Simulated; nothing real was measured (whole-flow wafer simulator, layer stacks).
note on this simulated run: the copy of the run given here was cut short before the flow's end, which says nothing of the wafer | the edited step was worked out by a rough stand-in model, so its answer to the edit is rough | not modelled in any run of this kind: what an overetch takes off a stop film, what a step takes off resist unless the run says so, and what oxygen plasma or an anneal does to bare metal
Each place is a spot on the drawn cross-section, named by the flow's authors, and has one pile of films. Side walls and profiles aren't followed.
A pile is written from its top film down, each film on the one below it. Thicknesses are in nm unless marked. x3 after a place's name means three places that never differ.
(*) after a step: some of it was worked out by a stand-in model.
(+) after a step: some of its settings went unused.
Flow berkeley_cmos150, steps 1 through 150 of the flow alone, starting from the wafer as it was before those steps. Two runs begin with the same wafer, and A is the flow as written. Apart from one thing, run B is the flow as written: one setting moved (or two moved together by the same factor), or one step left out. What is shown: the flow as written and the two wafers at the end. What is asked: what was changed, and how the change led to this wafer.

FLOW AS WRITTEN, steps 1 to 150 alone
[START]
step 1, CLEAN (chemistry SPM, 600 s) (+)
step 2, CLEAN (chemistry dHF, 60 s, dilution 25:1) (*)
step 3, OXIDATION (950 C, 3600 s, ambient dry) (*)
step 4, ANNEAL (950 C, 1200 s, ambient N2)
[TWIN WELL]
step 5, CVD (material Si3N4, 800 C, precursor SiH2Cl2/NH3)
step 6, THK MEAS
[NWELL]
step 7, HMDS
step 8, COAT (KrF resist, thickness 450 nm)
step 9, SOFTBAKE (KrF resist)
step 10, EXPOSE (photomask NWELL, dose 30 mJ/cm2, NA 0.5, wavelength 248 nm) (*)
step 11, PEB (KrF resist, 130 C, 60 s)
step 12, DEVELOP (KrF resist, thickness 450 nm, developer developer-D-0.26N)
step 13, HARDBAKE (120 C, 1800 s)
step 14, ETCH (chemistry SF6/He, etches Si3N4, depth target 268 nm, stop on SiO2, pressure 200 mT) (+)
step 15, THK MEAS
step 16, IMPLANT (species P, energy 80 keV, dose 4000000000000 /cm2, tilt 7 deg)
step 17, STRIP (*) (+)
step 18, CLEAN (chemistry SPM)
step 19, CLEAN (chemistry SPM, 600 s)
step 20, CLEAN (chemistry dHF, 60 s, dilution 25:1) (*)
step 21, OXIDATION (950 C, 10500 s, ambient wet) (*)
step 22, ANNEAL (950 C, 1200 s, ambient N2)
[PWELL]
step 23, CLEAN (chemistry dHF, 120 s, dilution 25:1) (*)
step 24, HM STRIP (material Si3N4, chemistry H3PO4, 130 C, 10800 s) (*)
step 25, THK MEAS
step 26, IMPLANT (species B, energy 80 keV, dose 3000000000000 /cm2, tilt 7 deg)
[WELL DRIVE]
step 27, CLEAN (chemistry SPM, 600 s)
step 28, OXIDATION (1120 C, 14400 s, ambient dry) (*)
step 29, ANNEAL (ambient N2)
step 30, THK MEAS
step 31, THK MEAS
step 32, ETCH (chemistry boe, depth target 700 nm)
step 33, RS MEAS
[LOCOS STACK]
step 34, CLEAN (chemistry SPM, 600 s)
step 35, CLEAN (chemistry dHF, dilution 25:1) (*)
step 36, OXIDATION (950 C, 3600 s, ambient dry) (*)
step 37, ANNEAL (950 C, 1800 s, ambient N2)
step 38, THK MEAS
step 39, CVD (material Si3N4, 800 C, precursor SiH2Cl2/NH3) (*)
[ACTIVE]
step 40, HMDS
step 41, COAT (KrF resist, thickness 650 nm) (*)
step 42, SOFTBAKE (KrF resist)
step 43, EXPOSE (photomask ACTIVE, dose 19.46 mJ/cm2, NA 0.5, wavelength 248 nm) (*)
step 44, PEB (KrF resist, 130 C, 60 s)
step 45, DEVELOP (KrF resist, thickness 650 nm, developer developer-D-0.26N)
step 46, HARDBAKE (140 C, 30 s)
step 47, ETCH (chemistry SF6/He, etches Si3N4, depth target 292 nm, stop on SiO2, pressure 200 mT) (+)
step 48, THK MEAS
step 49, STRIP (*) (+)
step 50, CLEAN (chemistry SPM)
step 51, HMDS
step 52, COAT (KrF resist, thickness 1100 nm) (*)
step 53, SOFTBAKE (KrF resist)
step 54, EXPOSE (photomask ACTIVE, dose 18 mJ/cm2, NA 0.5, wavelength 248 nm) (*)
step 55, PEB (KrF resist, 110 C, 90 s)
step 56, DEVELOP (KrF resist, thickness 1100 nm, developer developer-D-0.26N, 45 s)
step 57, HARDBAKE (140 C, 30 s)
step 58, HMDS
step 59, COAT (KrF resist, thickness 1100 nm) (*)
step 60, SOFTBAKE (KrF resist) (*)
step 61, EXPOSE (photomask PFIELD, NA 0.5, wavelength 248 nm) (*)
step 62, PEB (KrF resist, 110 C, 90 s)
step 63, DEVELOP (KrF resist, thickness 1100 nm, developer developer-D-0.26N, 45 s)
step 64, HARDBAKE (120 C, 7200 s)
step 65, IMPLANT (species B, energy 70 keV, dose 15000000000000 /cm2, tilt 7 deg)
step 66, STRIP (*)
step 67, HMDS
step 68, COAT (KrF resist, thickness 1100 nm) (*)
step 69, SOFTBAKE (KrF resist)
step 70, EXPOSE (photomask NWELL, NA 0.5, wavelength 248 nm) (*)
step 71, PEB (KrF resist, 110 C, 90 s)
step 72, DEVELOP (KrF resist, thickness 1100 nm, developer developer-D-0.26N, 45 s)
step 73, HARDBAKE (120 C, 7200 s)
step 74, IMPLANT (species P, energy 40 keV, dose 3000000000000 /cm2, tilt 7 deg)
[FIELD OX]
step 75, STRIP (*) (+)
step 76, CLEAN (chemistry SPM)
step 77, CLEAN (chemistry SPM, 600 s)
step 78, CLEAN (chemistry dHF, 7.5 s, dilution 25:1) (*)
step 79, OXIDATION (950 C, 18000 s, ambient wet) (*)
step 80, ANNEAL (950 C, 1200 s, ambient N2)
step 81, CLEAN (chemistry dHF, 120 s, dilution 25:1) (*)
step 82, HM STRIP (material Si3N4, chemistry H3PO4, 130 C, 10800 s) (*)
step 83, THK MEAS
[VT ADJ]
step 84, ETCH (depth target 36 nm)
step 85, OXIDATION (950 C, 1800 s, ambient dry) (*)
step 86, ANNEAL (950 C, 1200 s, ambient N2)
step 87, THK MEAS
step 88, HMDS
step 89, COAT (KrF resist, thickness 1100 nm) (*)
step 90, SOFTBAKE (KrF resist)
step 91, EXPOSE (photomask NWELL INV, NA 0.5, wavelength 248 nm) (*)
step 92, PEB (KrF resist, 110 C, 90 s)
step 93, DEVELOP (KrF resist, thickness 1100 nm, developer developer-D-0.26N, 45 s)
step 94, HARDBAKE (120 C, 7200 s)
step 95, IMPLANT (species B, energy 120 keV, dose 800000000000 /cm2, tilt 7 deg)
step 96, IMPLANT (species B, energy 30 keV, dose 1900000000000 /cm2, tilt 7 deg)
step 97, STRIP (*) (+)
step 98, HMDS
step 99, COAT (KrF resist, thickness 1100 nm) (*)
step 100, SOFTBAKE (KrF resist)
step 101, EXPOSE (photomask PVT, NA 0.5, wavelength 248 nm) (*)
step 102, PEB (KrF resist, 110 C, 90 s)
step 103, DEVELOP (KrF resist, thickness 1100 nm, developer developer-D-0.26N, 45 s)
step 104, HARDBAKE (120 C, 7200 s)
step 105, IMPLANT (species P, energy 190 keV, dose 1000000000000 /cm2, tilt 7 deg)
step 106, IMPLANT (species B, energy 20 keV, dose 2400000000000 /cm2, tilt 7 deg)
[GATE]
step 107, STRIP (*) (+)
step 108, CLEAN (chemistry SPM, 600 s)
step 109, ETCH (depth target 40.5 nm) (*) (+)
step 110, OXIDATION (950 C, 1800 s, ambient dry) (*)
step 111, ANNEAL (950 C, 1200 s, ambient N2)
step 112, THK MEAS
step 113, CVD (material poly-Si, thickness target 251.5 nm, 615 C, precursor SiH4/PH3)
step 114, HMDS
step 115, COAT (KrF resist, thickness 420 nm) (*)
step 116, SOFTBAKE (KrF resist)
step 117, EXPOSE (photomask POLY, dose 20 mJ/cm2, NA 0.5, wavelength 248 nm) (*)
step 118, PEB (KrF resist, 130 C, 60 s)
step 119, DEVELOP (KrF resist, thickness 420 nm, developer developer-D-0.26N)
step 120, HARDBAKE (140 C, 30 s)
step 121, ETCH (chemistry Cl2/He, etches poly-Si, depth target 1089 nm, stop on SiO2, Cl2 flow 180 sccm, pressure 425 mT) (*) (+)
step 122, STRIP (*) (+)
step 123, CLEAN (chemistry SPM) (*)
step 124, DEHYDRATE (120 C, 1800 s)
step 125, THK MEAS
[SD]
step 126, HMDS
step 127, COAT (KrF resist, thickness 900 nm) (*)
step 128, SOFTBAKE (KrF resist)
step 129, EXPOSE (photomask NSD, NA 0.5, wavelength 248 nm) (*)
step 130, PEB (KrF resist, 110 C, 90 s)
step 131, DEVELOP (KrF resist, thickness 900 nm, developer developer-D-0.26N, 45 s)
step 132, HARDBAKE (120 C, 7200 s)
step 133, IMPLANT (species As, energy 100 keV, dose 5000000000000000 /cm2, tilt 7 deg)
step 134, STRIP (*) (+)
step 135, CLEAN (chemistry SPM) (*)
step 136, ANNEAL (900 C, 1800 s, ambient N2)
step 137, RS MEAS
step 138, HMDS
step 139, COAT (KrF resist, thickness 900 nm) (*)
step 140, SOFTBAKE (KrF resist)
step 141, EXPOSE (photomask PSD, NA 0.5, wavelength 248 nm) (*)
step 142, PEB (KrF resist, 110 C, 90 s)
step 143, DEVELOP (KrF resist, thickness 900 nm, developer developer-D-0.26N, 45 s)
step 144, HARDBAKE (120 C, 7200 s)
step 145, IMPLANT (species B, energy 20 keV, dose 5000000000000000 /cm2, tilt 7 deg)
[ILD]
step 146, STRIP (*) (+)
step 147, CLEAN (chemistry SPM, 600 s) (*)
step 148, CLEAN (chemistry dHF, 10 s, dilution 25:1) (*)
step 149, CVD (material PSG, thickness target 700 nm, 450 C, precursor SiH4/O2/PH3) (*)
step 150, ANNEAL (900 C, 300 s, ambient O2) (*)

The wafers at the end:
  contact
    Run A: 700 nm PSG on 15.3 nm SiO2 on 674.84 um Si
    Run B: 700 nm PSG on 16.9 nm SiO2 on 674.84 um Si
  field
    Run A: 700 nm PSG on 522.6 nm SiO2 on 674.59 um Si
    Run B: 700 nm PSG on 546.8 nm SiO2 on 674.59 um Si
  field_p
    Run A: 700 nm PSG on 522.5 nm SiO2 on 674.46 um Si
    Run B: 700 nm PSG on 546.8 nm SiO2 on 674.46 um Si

What caused this: step 109, ETCH: depth target 16.2 nm was run, whereas the flow has depth target 40.5 nm.

The path from the change to this, step by step:
  step 109, ETCH (depth target 40.5 nm) (*) (+)
      gate_n, sd_p, gate_p, contact, m1: A -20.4 SiO2 (all of it) | B -16.2 SiO2
      sd_n: A -40.4 SiO2 (all of it) | B -16.2 SiO2
      (as well as at 2 more places)
  step 110, OXIDATION (950 C, 1800 s, ambient dry) (*)
      gate_n, sd_p, gate_p, contact, m1: A +20.4 SiO2 (new film), -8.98 Si | B +17.8 SiO2, -7.82 Si
      sd_n: A +20.4 SiO2 (new film), -8.98 Si | B +12 SiO2, -5.28 Si
  step 115, COAT (KrF resist, thickness 420 nm) (*)
      gate_n: A +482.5 KrF resist (new film) | B +493 KrF resist (new film)
  step 120, HARDBAKE (140 C, 30 s)
      gate_n: A -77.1 KrF resist | B -78.9 KrF resist
  step 122, STRIP (*) (+)
      gate_n: A +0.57 chemical SiO2 (new film), -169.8 KrF resist (all of it), -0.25 poly-Si | B +0.57 chemical SiO2 (new film), -178.6 KrF resist (all of it), -0.25 poly-Si
      gate_p: A +0.57 chemical SiO2 (new film), -206.4 KrF resist (all of it), -0.25 poly-Si | B +0.57 chemical SiO2 (new film), -210.9 KrF resist (all of it), -0.25 poly-Si
